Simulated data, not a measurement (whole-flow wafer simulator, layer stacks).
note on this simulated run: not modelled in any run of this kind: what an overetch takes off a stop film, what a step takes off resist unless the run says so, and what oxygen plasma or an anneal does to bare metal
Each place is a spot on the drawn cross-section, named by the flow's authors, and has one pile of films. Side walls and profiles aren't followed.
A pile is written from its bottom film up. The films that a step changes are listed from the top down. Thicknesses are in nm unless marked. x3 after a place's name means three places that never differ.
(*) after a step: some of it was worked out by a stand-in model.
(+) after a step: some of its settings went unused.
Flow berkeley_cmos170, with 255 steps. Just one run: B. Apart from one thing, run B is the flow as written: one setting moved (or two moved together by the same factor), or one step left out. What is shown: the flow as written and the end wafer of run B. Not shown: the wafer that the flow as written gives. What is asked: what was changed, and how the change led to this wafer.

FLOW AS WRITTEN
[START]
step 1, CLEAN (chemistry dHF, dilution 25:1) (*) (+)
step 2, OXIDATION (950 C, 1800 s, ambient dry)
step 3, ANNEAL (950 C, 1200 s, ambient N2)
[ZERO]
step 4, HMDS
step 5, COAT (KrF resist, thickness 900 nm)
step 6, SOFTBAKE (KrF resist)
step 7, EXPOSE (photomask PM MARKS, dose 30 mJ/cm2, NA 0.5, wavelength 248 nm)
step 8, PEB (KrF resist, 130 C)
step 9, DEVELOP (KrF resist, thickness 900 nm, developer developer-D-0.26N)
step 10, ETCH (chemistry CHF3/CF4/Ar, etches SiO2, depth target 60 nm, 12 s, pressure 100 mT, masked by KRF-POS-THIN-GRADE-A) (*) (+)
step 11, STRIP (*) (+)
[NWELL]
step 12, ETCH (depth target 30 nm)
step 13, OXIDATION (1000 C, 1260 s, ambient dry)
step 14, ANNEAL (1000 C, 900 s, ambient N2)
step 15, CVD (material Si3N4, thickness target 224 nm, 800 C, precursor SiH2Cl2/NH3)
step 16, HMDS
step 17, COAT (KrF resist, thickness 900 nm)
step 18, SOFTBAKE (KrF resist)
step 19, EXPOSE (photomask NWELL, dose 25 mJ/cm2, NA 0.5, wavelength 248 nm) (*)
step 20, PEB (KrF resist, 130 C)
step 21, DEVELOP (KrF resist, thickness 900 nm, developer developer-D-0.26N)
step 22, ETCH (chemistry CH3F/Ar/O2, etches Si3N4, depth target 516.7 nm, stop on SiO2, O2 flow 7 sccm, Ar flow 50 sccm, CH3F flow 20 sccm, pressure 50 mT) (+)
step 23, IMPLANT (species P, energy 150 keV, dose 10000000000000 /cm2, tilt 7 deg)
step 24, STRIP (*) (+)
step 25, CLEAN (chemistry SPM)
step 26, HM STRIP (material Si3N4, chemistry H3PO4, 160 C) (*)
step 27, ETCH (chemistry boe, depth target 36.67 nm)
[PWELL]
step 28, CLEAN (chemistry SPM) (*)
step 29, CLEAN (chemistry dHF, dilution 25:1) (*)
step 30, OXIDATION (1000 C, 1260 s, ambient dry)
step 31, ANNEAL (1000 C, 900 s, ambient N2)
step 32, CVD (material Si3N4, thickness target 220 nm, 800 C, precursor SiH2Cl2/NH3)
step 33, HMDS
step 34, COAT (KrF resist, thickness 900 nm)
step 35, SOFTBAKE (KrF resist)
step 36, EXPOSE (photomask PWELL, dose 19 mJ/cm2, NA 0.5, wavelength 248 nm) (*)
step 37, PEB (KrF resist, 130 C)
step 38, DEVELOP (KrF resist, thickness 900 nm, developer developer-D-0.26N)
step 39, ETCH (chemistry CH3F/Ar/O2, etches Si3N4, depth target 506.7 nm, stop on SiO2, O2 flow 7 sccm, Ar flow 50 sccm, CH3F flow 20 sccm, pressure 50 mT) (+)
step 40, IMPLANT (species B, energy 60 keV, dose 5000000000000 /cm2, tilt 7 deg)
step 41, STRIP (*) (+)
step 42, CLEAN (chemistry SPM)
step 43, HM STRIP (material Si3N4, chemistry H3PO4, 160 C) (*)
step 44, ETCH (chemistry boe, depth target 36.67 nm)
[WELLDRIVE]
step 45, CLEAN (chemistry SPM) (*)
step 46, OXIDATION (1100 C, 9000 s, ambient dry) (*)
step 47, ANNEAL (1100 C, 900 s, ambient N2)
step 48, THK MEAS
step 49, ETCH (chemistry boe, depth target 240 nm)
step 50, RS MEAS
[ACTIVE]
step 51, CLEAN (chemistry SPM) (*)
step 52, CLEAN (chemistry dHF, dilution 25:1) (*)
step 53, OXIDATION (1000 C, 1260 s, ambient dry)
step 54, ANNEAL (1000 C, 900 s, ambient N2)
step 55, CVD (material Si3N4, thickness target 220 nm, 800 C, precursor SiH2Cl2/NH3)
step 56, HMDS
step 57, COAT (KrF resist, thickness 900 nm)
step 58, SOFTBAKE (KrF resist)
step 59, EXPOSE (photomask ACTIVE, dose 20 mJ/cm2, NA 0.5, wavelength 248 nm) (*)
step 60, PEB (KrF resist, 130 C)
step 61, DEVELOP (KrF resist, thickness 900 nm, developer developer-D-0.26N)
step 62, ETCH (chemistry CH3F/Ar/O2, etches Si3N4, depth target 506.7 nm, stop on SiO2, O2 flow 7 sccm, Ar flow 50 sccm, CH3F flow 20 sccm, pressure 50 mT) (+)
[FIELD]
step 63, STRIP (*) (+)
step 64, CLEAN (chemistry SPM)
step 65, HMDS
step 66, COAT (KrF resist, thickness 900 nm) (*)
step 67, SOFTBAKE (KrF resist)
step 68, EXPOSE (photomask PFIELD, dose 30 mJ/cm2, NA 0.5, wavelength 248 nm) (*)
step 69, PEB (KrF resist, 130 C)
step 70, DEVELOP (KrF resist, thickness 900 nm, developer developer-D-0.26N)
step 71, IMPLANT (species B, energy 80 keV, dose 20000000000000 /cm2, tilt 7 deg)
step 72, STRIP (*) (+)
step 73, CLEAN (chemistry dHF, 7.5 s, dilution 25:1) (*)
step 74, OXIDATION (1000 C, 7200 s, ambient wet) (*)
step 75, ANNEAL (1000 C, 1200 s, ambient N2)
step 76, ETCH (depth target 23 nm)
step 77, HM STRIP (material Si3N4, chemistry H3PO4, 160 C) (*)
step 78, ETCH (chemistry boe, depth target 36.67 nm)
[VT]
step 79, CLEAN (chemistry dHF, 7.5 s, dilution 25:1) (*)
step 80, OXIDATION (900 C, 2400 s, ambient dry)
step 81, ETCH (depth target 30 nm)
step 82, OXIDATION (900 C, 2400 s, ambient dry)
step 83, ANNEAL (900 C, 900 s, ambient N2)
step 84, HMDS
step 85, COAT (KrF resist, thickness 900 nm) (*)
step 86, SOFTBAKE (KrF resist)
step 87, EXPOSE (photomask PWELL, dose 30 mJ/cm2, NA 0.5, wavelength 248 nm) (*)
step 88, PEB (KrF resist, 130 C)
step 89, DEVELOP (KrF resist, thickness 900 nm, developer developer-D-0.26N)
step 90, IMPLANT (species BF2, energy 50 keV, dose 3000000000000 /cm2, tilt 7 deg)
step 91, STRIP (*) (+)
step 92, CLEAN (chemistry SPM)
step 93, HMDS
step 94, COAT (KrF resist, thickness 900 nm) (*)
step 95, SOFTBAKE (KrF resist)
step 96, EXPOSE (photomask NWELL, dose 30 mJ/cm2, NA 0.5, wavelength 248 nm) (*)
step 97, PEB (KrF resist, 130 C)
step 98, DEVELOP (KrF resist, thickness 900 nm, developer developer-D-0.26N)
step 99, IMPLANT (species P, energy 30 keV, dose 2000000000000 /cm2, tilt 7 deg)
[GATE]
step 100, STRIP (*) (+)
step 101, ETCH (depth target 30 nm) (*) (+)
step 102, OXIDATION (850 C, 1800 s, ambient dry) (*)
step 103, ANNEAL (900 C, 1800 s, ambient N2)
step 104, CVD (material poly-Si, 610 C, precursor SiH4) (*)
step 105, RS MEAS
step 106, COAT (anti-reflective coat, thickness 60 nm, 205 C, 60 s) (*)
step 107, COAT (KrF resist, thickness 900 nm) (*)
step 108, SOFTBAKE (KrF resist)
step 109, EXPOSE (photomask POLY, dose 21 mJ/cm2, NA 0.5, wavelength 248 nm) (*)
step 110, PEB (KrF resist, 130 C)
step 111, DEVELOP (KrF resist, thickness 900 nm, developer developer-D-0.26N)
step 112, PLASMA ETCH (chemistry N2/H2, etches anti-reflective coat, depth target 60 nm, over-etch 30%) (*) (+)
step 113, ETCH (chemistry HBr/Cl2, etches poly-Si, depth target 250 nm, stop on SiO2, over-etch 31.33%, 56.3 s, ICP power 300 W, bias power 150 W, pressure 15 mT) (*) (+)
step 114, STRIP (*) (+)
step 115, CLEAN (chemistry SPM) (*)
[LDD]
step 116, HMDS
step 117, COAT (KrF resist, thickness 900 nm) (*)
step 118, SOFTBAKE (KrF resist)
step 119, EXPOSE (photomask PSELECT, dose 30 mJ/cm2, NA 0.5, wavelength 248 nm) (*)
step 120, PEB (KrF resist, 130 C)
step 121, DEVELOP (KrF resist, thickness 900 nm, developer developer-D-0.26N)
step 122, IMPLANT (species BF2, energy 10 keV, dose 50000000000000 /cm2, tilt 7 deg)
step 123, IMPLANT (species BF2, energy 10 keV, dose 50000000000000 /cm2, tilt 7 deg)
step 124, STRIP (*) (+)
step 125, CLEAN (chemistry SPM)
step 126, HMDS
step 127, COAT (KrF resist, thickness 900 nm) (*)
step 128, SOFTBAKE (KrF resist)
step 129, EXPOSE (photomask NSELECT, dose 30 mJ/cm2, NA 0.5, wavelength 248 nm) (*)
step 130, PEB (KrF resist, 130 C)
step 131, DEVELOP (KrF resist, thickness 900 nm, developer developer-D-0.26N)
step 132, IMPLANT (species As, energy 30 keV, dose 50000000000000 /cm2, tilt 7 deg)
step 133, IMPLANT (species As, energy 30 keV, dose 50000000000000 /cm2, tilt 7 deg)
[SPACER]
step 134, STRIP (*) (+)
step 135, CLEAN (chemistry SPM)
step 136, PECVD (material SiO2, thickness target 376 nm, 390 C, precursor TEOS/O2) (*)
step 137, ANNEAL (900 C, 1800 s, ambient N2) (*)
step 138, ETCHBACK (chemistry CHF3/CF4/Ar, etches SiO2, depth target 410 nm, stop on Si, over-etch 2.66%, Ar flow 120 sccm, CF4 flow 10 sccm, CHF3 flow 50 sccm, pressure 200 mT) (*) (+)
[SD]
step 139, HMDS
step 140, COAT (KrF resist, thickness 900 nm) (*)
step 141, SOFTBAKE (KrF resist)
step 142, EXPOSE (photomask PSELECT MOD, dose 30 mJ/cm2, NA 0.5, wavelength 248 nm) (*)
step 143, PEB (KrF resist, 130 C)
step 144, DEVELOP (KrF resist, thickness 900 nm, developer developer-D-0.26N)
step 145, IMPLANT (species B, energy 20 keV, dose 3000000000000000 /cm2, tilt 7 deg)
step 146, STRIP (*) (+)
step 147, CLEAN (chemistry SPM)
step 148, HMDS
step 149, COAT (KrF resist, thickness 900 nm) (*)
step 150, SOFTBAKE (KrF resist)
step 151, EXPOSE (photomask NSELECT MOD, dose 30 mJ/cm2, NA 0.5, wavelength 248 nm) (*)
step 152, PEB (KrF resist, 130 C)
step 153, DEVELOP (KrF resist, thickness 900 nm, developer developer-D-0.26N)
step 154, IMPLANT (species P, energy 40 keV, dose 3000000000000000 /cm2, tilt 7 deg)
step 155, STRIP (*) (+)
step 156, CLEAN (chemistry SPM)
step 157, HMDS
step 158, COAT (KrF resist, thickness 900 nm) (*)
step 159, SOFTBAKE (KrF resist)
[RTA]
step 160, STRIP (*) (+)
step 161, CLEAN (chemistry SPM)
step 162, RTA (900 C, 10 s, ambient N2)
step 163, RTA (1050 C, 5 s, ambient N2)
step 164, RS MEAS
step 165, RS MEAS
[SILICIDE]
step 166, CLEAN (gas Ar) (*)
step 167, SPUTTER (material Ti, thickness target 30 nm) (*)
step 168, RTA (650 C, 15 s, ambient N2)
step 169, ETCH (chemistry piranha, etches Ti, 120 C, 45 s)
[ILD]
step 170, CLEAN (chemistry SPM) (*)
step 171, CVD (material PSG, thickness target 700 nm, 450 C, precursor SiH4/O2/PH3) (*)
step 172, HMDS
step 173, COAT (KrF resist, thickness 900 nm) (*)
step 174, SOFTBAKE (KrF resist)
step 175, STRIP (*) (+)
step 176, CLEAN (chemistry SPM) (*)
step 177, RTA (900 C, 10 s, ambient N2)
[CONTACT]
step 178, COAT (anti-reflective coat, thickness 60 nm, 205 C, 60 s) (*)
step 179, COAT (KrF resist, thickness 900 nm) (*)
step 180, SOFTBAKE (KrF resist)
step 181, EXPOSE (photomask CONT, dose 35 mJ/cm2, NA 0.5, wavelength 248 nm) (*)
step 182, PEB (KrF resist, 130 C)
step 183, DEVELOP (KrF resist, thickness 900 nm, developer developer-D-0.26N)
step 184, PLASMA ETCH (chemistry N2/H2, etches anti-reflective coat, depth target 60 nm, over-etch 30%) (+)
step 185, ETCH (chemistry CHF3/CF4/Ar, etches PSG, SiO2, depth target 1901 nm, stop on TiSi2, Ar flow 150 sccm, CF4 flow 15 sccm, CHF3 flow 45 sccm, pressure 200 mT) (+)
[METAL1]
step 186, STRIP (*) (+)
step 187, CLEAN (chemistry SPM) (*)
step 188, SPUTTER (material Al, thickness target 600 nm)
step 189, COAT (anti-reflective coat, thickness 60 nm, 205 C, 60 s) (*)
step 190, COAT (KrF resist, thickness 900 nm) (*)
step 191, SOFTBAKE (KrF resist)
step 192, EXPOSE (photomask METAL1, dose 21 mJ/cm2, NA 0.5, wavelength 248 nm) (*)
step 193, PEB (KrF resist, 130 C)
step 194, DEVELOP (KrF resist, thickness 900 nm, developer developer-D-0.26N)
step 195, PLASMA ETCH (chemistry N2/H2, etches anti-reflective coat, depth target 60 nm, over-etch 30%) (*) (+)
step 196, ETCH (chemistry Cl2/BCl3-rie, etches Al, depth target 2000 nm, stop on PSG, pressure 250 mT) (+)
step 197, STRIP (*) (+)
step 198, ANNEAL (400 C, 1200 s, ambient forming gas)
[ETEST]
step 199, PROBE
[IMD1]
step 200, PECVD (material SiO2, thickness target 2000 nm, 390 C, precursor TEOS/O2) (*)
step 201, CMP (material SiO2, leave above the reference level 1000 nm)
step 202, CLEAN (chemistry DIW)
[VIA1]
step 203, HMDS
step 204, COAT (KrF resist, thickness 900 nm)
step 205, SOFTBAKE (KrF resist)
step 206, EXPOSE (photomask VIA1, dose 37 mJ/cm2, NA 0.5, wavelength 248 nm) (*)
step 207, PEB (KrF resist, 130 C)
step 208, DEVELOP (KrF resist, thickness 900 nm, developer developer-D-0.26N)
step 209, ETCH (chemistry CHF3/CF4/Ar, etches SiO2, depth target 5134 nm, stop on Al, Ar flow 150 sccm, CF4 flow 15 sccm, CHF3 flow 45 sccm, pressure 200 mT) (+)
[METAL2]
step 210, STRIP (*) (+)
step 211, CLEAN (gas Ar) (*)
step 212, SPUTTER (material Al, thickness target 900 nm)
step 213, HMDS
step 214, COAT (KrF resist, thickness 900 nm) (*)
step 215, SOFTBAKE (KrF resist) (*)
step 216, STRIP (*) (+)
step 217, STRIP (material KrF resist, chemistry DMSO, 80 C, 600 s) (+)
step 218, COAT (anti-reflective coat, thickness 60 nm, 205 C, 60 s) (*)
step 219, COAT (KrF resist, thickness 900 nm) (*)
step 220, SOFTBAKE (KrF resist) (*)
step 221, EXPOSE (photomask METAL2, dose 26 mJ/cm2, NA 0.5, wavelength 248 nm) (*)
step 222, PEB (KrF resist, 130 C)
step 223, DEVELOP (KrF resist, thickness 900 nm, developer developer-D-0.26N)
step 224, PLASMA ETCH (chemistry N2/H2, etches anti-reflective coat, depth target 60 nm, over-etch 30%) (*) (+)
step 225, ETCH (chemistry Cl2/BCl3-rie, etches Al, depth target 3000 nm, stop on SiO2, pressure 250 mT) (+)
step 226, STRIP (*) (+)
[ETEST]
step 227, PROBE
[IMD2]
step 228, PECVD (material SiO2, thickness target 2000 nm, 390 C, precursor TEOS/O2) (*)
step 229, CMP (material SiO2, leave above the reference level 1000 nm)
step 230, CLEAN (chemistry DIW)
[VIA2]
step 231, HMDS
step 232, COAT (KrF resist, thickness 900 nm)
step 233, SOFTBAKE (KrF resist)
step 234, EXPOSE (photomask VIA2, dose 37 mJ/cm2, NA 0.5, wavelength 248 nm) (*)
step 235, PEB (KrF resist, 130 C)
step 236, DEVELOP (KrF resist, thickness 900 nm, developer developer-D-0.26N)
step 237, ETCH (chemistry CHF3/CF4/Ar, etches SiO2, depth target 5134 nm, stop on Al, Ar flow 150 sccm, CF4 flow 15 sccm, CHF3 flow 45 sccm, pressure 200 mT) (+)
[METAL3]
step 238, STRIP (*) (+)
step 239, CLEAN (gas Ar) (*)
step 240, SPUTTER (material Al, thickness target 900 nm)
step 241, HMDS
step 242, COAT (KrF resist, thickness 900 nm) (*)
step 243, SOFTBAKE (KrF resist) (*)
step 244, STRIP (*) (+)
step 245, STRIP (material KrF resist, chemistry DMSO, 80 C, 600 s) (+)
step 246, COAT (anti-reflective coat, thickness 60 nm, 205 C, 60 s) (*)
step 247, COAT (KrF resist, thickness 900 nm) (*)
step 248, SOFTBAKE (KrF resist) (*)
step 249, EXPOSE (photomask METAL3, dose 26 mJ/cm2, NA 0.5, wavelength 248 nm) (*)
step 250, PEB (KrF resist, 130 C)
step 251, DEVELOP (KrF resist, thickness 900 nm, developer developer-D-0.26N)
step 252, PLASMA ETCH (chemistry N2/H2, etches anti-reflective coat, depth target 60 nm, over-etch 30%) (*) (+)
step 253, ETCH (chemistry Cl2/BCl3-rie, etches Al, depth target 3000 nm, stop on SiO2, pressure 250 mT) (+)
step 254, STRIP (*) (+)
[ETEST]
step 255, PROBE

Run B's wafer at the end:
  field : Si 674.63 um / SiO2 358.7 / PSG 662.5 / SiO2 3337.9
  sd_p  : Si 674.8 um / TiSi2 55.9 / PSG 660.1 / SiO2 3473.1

The reason: step 78, ETCH: depth target 58.67 nm was run, though the flow has depth target 36.67 nm.

Step by step, how the change led to this:
  step 78, ETCH (chemistry boe, depth target 36.67 nm)
      field: -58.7 SiO2 (in the flow as written it would be: -36.7 SiO2)
  step 106, COAT (anti-reflective coat, thickness 60 nm, 205 C, 60 s) (*)
      sd_n: +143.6 anti-reflective coat (new film) (in the flow as written it would be: +158.6 anti-reflective coat (new film))
      spacer_n: +36.7 anti-reflective coat (new film) (in the flow as written it would be: +31.5 anti-reflective coat (new film))
      (also at 6 further places)
  step 112, PLASMA ETCH (chemistry N2/H2, etches anti-reflective coat, depth target 60 nm, over-etch 30%) (*) (+)
      field: -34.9 anti-reflective coat (all of it), -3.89 poly-Si (in the flow as written it would be: -34.7 anti-reflective coat (all of it), -4.4 poly-Si)
      sd_n: -143.6 anti-reflective coat (all of it), -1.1 poly-Si (in the flow as written it would be: -158.6 anti-reflective coat (all of it), -1.22 poly-Si)
      (also at 7 further places)
  step 114, STRIP (*) (+)
      gate_n: +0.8 chemical SiO2 (new film), -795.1 KrF resist (all of it), -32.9 anti-reflective coat (all of it), -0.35 poly-Si (in the flow as written it would be: +0.8 chemical SiO2 (new film), -812.6 KrF resist (all of it), -27.3 anti-reflective coat (all of it), -0.35 poly-Si)
      gate_p: +0.8 chemical SiO2 (new film), -770.7 KrF resist (all of it), -33.5 anti-reflective coat (all of it), -0.35 poly-Si (in the flow as written it would be: +0.8 chemical SiO2 (new film), -782.1 KrF resist (all of it), -29.6 anti-reflective coat (all of it), -0.35 poly-Si)
  step 178, COAT (anti-reflective coat, thickness 60 nm, 205 C, 60 s) (*)
      sd_n: +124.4 anti-reflective coat (new film) (in the flow as written it would be: +135.1 anti-reflective coat (new film))
      gate_n: +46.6 anti-reflective coat (new film) (in the flow as written it would be: +48.3 anti-reflective coat (new film))
      (also at 3 further places)
  step 186, STRIP (*) (+)
      sd_n: -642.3 KrF resist (all of it), -124.4 anti-reflective coat (all of it) (in the flow as written it would be: -643.8 KrF resist (all of it), -135.1 anti-reflective coat (all of it))
      gate_n: -542.9 KrF resist (all of it), -46.6 anti-reflective coat (all of it) (in the flow as written it would be: -553.1 KrF resist (all of it), -48.3 anti-reflective coat (all of it))
      (also at 3 further places)
  step 189, COAT (anti-reflective coat, thickness 60 nm, 205 C, 60 s) (*)
      gate_n: +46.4 anti-reflective coat (new film) (in the flow as written it would be: +48 anti-reflective coat (new film))
      sd_p: +83.9 anti-reflective coat (new film) (in the flow as written it would be: +86.5 anti-reflective coat (new film))
      (also at 3 further places)
  step 195, PLASMA ETCH (chemistry N2/H2, etches anti-reflective coat, depth target 60 nm, over-etch 30%) (*) (+)
      contact, m1, via1, m2, via2: -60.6 KrF resist (in the flow as written it would be: -62.5 KrF resist)
      gate_n: -46.4 anti-reflective coat (all of it) (in the flow as written it would be: -48 anti-reflective coat (all of it))
      (also at 2 further places)
  step 196, ETCH (chemistry Cl2/BCl3-rie, etches Al, depth target 2000 nm, stop on PSG, pressure 250 mT) (+)
      sd_p: -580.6 Al (all of it), -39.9 PSG (in the flow as written it would be: -573.8 Al (all of it), -40.8 PSG)
  step 197, STRIP (*) (+)
      m1: -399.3 KrF resist (all of it), -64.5 anti-reflective coat (all of it) (in the flow as written it would be: -404.7 KrF resist (all of it), -63 anti-reflective coat (all of it))
      m2: -405.6 KrF resist (all of it), -63.9 anti-reflective coat (all of it) (in the flow as written it would be: -412.9 KrF resist (all of it), -61.1 anti-reflective coat (all of it))
  step 201, CMP (material SiO2, leave above the reference level 1000 nm)
      field: -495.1 SiO2 (in the flow as written it would be: -517 SiO2)
